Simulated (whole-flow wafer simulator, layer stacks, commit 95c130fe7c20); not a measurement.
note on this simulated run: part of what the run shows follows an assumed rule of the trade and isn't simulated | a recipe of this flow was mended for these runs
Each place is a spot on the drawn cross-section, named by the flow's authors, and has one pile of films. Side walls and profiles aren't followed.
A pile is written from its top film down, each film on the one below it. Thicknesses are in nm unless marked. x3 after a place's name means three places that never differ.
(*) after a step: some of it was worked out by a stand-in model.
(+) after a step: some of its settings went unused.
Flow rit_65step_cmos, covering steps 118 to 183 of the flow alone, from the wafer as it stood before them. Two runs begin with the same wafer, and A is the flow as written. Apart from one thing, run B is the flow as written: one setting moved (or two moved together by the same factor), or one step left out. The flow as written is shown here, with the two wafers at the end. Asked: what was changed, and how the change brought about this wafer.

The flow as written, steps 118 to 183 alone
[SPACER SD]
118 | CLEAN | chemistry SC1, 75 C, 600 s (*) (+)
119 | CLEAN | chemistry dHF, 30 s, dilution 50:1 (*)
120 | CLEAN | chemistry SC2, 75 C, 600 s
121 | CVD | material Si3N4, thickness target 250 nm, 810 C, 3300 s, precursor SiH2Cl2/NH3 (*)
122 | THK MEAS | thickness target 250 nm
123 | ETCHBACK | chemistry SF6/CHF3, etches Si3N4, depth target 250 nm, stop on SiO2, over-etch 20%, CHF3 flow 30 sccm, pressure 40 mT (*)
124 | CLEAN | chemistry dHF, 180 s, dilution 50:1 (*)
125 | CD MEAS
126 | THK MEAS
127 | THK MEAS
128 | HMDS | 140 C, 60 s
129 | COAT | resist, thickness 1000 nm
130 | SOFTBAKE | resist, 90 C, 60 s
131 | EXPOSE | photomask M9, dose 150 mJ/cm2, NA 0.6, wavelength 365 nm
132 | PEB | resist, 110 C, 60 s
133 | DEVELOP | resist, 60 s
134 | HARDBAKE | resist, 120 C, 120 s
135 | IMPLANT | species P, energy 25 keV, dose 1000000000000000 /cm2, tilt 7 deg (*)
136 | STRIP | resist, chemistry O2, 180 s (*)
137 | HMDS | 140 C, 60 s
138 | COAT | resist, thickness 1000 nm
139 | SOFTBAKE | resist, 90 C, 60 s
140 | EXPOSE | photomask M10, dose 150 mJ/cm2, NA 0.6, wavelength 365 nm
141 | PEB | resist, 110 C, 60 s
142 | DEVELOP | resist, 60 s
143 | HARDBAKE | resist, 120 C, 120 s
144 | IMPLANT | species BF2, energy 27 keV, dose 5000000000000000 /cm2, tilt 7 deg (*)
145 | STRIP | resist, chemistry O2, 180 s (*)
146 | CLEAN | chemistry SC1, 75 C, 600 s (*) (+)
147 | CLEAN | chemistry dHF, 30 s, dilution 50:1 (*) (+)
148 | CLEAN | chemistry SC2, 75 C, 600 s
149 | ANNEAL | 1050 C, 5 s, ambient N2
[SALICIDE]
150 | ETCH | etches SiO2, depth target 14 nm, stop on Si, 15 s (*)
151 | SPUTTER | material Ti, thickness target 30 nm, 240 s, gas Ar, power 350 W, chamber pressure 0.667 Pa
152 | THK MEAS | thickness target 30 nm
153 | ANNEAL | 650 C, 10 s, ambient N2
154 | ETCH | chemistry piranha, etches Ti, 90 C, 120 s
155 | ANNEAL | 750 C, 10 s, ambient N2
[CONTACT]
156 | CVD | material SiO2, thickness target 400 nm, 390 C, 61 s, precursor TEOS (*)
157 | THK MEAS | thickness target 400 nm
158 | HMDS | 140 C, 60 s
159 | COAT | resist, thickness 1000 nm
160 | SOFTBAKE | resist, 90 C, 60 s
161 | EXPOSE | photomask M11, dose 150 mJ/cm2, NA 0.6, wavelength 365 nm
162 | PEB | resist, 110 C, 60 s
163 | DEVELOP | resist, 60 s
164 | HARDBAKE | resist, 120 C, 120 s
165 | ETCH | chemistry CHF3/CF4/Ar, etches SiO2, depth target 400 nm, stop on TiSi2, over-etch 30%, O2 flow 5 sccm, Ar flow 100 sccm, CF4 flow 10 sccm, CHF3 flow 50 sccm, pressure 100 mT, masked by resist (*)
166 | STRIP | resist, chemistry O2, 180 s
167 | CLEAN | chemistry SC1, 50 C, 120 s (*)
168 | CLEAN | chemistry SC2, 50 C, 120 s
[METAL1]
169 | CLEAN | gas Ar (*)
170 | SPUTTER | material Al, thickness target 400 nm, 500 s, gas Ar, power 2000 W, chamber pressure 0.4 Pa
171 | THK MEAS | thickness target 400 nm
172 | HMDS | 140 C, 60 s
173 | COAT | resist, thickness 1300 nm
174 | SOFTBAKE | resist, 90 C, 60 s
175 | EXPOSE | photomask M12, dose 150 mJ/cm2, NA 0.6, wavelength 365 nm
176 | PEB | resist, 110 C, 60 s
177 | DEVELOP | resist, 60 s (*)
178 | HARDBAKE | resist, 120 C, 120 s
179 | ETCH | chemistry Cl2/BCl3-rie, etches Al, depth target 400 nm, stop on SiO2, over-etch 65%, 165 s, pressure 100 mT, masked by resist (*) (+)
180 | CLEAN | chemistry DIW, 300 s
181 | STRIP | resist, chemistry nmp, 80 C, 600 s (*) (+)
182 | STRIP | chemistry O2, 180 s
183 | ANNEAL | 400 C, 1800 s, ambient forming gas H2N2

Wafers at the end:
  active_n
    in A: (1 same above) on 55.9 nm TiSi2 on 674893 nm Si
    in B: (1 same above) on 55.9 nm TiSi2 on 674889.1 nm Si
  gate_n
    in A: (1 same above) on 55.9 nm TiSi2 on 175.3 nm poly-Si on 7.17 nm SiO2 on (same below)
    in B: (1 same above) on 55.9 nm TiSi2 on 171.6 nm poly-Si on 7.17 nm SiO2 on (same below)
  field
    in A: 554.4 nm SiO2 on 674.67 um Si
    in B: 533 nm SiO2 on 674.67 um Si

Cause: step 121, CVD: thickness target 222 nm was run, while the flow as written has thickness target 250 nm; step 121, CVD: 2929 s was run, where the flow has 3300 s.

The path from the change to this, step by step:
  121 | CVD | material Si3N4, thickness target 250 nm, 810 C, 3300 s, precursor SiH2Cl2/NH3 (*)
      field, field_pw, field_nw and 11 more: A Si3N4 gains 250 (new film) | B Si3N4 gains 222 (new film)
  123 | ETCHBACK | chemistry SF6/CHF3, etches Si3N4, depth target 250 nm, stop on SiO2, over-etch 20%, CHF3 flow 30 sccm, pressure 40 mT (*)
      active_n, sd_n, contact, m1: A Si3N4 loses 250 (all of it), SiO2 loses 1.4 | B Si3N4 loses 222 (all of it), SiO2 loses 13.9 (all of it), Si loses 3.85
      active_p: A Si3N4 loses 250 (all of it), SiO2 loses 1.4 | B Si3N4 loses 222 (all of it), SiO2 loses 13.4 (all of it), Si loses 3.9
      (as well as at 7 more places)
  124 | CLEAN | chemistry dHF, 180 s, dilution 50:1 (*)
      active_n, sd_n, contact, m1: A SiO2 loses 12.5 (all of it) | B nothing
      active_p, sd_p: A SiO2 loses 12 (all of it) | B nothing
      (as well as at 2 more places)
  129 | COAT | resist, thickness 1000 nm
      spacer: A resist gains 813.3 (new film) | B resist gains 832.9 (new film)
      spacer_p: A resist gains 813.8 (new film) | B resist gains 833.3 (new film)
  132 | PEB | resist, 110 C, 60 s
      spacer: A resist loses 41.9 | B resist loses 42.9
      spacer_p: A resist loses 41.9 | B resist loses 43
  133 | DEVELOP | resist, 60 s
      spacer: A resist loses 771.4 (all of it) | B resist loses 789.9 (all of it)
  134 | HARDBAKE | resist, 120 C, 120 s
      spacer_p: A resist loses 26 | B resist loses 26.6
  136 | STRIP | resist, chemistry O2, 180 s (*)
      spacer_p: A resist loses 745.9 (all of it) | B resist loses 763.7 (all of it)
  138 | COAT | resist, thickness 1000 nm
      spacer: A resist gains 813.9 (new film) | B resist gains 833.5 (new film)
      spacer_p: A resist gains 814.4 (new film) | B resist gains 833.9 (new film)
  141 | PEB | resist, 110 C, 60 s
      spacer: A resist loses 41.9 | B resist loses 43
      spacer_p: A resist loses 42 | B resist loses 43
  142 | DEVELOP | resist, 60 s
      spacer_p: A resist loses 772.4 (all of it) | B resist loses 790.9 (all of it)
  143 | HARDBAKE | resist, 120 C, 120 s
      spacer: A resist loses 26 | B resist loses 26.6
  145 | STRIP | resist, chemistry O2, 180 s (*)
      spacer: A resist loses 746 (all of it) | B resist loses 763.8 (all of it)
  159 | COAT | resist, thickness 1000 nm
      spacer: A resist gains 829 (new film) | B resist gains 847.2 (new film)
      spacer_p: A resist gains 829.5 (new film) | B resist gains 847.7 (new film)
  162 | PEB | resist, 110 C, 60 s
      spacer: A resist loses 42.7 | B resist loses 43.7
      spacer_p: A resist loses 42.8 | B resist loses 43.7
  164 | HARDBAKE | resist, 120 C, 120 s
      spacer, spacer_p: A resist loses 26.5 | B resist loses 27.1
  166 | STRIP | resist, chemistry O2, 180 s
      spacer: A resist loses 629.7 (all of it) | B resist loses 646.3 (all of it)
      spacer_p: A resist loses 630.2 (all of it) | B resist loses 646.8 (all of it)
